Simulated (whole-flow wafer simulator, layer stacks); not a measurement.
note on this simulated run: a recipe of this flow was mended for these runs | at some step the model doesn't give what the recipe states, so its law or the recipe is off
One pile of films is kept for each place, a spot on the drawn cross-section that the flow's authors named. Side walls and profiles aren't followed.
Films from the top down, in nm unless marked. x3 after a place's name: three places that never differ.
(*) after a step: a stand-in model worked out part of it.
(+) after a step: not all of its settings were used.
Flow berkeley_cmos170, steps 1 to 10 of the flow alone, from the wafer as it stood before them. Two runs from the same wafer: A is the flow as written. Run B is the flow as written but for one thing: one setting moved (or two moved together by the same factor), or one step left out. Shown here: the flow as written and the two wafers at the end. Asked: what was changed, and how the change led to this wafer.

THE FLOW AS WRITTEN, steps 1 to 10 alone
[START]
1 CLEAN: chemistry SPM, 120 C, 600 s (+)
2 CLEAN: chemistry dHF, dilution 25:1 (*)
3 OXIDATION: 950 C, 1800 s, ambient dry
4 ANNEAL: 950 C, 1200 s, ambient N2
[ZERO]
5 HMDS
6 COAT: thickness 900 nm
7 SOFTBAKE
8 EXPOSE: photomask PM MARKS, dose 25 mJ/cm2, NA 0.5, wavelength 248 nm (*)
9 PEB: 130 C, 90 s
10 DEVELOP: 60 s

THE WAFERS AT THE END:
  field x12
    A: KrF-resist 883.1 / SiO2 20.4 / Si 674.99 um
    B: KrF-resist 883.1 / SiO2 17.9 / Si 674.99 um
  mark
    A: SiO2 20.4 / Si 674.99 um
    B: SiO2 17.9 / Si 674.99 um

The cause: step 3, OXIDATION: 938 C was run, where the flow has 950 C.

How the change led to this, step by step:
  3 OXIDATION: 950 C, 1800 s, ambient dry
      field x12, mark: A SiO2 +20.4 (new film), Si -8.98 | B SiO2 +17.9 (new film), Si -7.86
